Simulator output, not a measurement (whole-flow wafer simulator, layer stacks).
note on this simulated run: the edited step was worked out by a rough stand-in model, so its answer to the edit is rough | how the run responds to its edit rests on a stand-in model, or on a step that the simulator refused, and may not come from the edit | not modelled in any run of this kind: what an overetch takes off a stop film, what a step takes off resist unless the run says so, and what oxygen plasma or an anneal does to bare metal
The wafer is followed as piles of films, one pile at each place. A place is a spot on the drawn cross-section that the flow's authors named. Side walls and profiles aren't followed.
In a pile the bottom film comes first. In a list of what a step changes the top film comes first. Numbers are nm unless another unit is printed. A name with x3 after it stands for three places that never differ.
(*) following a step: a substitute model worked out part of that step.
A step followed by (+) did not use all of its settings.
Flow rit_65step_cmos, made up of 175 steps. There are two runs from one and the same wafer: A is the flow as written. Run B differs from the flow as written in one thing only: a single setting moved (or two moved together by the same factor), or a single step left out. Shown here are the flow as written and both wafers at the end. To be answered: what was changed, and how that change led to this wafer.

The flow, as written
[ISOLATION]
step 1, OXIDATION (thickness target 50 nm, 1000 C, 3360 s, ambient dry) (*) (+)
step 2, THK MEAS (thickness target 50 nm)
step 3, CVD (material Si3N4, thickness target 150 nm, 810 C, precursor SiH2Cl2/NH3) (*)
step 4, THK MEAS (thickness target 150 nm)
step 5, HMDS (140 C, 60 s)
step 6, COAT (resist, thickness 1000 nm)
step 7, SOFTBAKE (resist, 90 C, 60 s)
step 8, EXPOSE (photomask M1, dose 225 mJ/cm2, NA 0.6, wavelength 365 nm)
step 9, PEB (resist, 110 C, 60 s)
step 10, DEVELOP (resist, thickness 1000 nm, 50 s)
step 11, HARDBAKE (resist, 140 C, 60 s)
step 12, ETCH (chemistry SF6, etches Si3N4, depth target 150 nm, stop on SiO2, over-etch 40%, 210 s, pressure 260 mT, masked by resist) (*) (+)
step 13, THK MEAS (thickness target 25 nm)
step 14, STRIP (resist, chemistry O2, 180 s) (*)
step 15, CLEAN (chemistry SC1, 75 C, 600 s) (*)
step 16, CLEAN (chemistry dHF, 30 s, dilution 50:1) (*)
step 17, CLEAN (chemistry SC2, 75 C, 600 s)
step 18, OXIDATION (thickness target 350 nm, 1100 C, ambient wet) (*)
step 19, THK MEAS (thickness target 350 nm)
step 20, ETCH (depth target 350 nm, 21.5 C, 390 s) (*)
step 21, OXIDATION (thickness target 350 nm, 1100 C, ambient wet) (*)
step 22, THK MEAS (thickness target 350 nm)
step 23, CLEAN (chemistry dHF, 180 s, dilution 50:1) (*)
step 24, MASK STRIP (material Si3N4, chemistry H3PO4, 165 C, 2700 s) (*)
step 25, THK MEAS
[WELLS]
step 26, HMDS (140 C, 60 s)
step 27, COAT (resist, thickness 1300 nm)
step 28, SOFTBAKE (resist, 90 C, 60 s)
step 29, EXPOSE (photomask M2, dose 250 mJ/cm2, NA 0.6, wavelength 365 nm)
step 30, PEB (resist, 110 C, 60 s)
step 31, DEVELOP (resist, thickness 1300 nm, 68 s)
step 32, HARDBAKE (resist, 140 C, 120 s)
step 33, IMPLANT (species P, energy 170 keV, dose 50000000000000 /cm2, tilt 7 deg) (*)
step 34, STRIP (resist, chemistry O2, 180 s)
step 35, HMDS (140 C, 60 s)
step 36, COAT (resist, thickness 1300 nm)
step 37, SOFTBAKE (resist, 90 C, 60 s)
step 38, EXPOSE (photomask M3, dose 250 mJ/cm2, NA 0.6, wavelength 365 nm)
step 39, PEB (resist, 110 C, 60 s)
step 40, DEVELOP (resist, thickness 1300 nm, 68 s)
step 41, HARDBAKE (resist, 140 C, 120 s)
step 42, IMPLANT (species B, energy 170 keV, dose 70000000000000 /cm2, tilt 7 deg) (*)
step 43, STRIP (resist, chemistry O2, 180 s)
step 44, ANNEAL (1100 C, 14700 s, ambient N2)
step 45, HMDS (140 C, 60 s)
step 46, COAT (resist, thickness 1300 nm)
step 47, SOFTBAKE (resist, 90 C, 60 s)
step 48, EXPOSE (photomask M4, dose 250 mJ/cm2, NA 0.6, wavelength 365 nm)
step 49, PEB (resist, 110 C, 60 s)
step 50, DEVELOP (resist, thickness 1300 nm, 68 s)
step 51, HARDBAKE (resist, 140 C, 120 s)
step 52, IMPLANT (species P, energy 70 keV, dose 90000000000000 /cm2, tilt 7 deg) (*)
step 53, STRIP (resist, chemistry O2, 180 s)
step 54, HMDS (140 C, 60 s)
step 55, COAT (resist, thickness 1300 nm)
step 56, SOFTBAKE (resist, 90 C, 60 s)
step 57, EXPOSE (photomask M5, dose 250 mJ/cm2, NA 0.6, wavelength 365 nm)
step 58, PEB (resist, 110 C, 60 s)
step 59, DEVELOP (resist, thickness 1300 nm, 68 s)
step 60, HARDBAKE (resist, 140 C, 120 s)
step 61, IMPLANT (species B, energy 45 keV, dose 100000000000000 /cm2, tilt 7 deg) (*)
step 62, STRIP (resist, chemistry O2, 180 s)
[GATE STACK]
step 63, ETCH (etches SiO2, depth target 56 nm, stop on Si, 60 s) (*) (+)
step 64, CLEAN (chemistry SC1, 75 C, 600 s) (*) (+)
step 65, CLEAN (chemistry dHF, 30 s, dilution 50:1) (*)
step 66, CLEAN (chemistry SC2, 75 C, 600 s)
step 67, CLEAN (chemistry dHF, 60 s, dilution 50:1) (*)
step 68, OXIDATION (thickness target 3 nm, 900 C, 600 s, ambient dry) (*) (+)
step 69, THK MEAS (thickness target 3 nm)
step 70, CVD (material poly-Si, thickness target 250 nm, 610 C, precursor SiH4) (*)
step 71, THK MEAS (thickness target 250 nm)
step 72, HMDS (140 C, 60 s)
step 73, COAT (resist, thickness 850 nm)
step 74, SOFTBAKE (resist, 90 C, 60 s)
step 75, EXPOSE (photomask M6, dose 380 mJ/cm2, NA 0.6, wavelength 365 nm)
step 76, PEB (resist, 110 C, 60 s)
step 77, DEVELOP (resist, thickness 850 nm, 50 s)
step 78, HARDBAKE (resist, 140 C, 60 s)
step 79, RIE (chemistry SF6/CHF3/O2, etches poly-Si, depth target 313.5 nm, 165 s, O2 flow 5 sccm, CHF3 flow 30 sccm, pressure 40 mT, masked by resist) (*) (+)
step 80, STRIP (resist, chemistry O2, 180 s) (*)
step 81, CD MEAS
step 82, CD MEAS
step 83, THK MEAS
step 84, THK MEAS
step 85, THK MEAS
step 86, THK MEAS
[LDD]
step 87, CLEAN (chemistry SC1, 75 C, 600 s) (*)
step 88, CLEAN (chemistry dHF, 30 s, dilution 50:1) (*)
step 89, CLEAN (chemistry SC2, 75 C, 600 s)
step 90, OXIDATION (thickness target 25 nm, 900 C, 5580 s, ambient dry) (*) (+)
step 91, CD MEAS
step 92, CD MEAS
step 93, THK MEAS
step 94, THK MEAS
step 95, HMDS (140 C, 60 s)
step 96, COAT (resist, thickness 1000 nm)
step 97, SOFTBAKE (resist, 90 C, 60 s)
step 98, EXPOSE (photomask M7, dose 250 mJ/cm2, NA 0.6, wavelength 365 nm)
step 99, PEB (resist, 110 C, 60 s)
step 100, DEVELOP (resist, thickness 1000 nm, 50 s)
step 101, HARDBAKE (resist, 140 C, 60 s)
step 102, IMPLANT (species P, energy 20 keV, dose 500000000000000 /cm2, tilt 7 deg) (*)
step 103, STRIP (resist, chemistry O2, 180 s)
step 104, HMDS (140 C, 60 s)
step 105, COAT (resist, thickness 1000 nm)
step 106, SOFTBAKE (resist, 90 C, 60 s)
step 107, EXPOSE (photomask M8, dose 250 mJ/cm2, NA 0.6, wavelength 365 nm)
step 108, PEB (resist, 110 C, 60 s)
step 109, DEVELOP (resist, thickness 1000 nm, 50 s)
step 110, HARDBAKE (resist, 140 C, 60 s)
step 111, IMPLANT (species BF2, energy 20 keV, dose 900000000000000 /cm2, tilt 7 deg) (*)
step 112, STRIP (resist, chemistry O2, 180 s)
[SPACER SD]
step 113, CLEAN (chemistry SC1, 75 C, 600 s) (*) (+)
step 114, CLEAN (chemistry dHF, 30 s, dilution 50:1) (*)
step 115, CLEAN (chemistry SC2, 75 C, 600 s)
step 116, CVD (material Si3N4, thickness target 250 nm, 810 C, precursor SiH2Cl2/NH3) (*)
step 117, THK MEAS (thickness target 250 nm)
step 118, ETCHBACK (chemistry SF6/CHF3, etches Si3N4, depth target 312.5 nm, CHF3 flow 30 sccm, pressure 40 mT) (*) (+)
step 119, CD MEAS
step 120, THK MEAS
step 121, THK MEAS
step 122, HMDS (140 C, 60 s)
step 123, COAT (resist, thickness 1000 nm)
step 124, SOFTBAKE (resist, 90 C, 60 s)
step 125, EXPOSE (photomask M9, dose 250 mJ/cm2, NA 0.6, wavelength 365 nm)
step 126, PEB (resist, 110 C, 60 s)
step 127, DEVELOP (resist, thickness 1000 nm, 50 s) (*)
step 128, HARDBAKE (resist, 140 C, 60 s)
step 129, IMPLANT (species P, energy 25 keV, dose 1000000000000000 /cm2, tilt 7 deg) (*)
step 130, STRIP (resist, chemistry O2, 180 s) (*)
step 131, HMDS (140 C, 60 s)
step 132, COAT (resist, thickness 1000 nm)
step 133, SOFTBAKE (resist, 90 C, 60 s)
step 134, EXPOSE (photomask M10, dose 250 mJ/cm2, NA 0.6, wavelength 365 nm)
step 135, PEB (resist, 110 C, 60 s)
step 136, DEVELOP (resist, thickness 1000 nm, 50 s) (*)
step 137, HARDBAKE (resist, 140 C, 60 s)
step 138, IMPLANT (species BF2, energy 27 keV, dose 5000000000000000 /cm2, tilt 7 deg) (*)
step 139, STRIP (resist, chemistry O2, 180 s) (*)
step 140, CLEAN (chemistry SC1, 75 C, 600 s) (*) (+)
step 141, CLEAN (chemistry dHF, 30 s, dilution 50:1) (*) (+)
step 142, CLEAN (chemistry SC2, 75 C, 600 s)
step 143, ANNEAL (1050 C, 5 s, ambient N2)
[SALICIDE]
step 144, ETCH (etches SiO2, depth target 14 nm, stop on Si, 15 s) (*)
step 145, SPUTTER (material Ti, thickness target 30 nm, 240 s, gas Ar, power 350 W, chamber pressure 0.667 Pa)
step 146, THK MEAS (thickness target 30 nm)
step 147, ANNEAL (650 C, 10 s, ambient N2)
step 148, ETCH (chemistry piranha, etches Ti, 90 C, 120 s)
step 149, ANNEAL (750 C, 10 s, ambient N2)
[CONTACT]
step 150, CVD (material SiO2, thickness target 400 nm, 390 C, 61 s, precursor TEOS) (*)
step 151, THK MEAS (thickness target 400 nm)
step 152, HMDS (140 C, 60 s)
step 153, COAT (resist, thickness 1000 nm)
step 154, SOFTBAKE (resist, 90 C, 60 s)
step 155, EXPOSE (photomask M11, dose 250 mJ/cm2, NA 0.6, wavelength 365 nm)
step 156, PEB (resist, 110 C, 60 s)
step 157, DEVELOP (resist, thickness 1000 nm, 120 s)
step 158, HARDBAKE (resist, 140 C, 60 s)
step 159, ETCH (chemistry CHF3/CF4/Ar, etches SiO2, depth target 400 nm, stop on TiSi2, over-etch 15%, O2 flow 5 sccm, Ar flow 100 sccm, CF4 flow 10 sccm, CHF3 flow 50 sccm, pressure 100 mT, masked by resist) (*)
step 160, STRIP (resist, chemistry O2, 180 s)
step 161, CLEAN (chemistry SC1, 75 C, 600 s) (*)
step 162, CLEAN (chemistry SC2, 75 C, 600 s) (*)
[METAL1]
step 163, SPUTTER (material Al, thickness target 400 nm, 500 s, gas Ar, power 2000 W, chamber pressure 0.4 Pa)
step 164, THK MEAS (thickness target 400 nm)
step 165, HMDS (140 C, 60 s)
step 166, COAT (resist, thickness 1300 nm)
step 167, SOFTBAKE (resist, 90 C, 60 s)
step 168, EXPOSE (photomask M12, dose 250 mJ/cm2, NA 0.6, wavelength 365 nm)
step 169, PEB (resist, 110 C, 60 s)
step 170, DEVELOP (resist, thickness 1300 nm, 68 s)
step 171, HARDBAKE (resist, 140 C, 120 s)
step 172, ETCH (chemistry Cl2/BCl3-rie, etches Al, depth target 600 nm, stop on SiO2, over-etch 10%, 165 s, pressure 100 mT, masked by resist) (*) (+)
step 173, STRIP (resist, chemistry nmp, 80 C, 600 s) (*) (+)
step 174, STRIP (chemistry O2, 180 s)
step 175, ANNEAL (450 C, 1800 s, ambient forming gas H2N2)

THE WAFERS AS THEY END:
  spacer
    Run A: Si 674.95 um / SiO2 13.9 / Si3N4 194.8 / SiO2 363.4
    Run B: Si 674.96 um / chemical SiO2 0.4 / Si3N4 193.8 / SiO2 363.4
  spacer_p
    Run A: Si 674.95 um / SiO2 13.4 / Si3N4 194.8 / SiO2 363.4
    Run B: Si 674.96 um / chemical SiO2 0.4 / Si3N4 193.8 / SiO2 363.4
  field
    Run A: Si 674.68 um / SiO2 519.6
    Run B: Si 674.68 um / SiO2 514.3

The reason: step 90, OXIDATION: 810 C was run, while the flow as written has 900 C.

How this came from the change, step by step:
  step 90, OXIDATION (thickness target 25 nm, 900 C, 5580 s, ambient dry) (*) (+)
      active_n, active_p, spacer, spacer_p, sd_n, sd_p, contact, m1: A SiO2 gains 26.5 (new film), chemical SiO2 loses 0.4 (all of it), Si loses 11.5 | B SiO2 gains 10.5 (new film), chemical SiO2 loses 0.4 (all of it), Si loses 4.43
      field, field_pw: A SiO2 gains 6.57, Si loses 2.89 | B SiO2 gains 1.25, Si loses 0.55
      (also at 4 further places)
  step 114, CLEAN (chemistry dHF, 30 s, dilution 50:1) (*)
      active_n, spacer, sd_n, contact, m1: A SiO2 loses 10.5 | B SiO2 loses 8.43 (all of it)
      active_p, spacer_p, sd_p: A SiO2 loses 11.1 | B SiO2 loses 8.43 (all of it)
      (also at 2 further places)
  step 118, ETCHBACK (chemistry SF6/CHF3, etches Si3N4, depth target 312.5 nm, CHF3 flow 30 sccm, pressure 40 mT) (*) (+)
      gate_n: A Si3N4 loses 250 (all of it), SiO2 loses 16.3 (all of it), poly-Si loses 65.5 | B Si3N4 loses 250 (all of it), chemical SiO2 loses 0.4 (all of it), poly-Si loses 98.4
      gate_p: A Si3N4 loses 250 (all of it), SiO2 loses 15.7 (all of it), poly-Si loses 66.7 | B Si3N4 loses 250 (all of it), chemical SiO2 loses 0.4 (all of it), poly-Si loses 98.4
  step 123, COAT (resist, thickness 1000 nm)
      gate_n: A resist gains 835 (new film) | B resist gains 862.5 (new film)
      gate_p: A resist gains 836.1 (new film) | B resist gains 862.5 (new film)
  step 126, PEB (resist, 110 C, 60 s)
      gate_n, gate_p: A resist loses 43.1 | B resist loses 44.5
  step 127, DEVELOP (resist, thickness 1000 nm, 50 s) (*)
      gate_n: A resist loses 791.9 (all of it) | B resist loses 818 (all of it)
  step 128, HARDBAKE (resist, 140 C, 60 s)
      gate_p: A resist loses 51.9 | B resist loses 53.8
  step 130, STRIP (resist, chemistry O2, 180 s) (*)
      gate_p: A chemical SiO2 gains 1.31 (new film), resist loses 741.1 (all of it), poly-Si loses 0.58 | B chemical SiO2 gains 1.31 (new film), resist loses 764.2 (all of it), poly-Si loses 0.58
  step 132, COAT (resist, thickness 1000 nm)
      gate_n: A resist gains 834.8 (new film) | B resist gains 862.4 (new film)
      gate_p: A resist gains 835.9 (new film) | B resist gains 862.4 (new film)
  step 135, PEB (resist, 110 C, 60 s)
      gate_n, gate_p: A resist loses 43.1 | B resist loses 44.5
  step 136, DEVELOP (resist, thickness 1000 nm, 50 s) (*)
      gate_p: A resist loses 792.8 (all of it) | B resist loses 817.8 (all of it)
  step 137, HARDBAKE (resist, 140 C, 60 s)
      gate_n: A resist loses 51.8 | B resist loses 53.7
  step 139, STRIP (resist, chemistry O2, 180 s) (*)
      gate_n: A resist loses 740 (all of it), chemical SiO2 gains 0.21, poly-Si loses 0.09 | B resist loses 764.1 (all of it), chemical SiO2 gains 0.21
  step 145, SPUTTER (material Ti, thickness target 30 nm, 240 s, gas Ar, power 350 W, chamber pressure 0.667 Pa)
      gate_n: A Ti gains 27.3 (new film) | B Ti gains 23.1 (new film)
      gate_p: A Ti gains 27.2 (new film) | B Ti gains 23.1 (new film)
  step 147, ANNEAL (650 C, 10 s, ambient N2)
      gate_n: A Ti loses 21.3, TiSi first gains 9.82 (new film), TiSi2 C49 gains 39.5 (new film), poly-Si loses 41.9 | B Ti loses 18, TiSi first gains 1.5 (new film), TiSi2 C49 gains 43.6 (new film), poly-Si loses 40
      gate_p: A Ti loses 21.2, TiSi first gains 9.56 (new film), TiSi2 C49 gains 39.6 (new film), poly-Si loses 41.9 | B Ti loses 18, TiSi first gains 1.5 (new film), TiSi2 C49 gains 43.6 (new film), poly-Si loses 40
  step 148, ETCH (chemistry piranha, etches Ti, 90 C, 120 s)
      gate_n: A Ti loses 6 (all of it), TiSi first loses 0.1 | B Ti loses 5.08 (all of it), TiSi first loses 0.11
      gate_p: A Ti loses 5.97 (all of it), TiSi first loses 0.1 | B Ti loses 5.08 (all of it), TiSi first loses 0.1
  ... and 1 more step ...
  step 150, CVD (material SiO2, thickness target 400 nm, 390 C, 61 s, precursor TEOS) (*)
      gate_n: A SiO2 gains 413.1 (new film) | B SiO2 gains 429.9 (new film)
      gate_p: A SiO2 gains 413.7 (new film) | B SiO2 gains 429.9 (new film)
